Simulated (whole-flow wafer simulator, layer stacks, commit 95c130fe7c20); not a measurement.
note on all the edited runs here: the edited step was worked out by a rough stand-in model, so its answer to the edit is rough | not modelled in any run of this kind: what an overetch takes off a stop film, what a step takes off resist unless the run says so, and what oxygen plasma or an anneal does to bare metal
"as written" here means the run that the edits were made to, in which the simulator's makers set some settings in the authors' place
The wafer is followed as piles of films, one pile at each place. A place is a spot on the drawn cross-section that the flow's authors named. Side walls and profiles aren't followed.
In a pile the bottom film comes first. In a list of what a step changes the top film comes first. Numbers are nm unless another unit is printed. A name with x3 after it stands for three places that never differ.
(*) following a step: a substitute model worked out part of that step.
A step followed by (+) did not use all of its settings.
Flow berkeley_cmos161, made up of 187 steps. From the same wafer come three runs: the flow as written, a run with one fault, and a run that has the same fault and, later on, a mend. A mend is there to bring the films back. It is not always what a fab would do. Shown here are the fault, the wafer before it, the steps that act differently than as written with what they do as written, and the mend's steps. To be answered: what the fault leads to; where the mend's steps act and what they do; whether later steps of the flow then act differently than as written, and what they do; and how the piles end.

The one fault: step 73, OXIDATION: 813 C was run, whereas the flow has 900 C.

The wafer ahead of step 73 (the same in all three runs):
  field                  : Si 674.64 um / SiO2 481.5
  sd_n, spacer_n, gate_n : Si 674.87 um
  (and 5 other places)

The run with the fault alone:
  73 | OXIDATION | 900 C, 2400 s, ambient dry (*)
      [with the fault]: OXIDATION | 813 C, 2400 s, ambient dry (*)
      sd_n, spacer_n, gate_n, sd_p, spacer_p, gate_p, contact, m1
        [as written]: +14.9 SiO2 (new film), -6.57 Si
        [with the fault]: +6.02 SiO2 (new film), -2.65 Si
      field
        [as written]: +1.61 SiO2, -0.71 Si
        [with the fault]: +0.3 SiO2, -0.13 Si
  Later steps of the flow acting differently than as written (44 more steps, not shown, differ only slightly: by at most 2% or 0.5 nm, whichever is larger):
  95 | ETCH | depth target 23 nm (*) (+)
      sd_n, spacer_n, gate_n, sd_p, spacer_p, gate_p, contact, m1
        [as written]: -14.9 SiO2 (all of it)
        [with the fault]: -6.02 SiO2 (all of it)
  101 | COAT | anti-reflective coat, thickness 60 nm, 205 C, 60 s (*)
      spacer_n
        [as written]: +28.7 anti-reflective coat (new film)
        [with the fault]: +29.6 anti-reflective coat (new film)
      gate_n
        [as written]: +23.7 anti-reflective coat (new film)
        [with the fault]: +24.6 anti-reflective coat (new film)
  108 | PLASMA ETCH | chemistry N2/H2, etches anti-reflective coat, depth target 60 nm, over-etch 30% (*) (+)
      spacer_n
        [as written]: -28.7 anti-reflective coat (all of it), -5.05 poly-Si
        [with the fault]: -29.6 anti-reflective coat (all of it), -4.92 poly-Si
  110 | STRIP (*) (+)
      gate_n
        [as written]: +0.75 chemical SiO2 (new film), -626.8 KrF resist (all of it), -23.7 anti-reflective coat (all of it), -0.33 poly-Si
        [with the fault]: +0.75 chemical SiO2 (new film), -623.9 KrF resist (all of it), -24.6 anti-reflective coat (all of it), -0.33 poly-Si
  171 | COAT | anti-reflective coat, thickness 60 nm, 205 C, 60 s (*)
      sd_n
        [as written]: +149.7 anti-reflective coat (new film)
        [with the fault]: +145.8 anti-reflective coat (new film)
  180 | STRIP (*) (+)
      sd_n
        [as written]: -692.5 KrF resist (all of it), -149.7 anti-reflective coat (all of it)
        [with the fault]: -693.1 KrF resist (all of it), -145.8 anti-reflective coat (all of it)
  When the end is reached, the piles differ only a little from the flow's at the places that both follow, at most by 2% or 0.5 nm, whichever is larger.

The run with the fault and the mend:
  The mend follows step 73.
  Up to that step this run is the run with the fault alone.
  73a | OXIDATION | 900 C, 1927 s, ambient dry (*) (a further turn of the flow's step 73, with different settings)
      sd_n, spacer_n, gate_n, sd_p, spacer_p, gate_p, contact, m1
        +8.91 SiO2, -3.92 Si
      field
        +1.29 SiO2, -0.57 Si
  Every later step of the flow that is run acts as written, at every place that is followed, to within 2% or 0.5 nm, whichever is larger.
  The piles end the same as the flow's at every place that both follow.
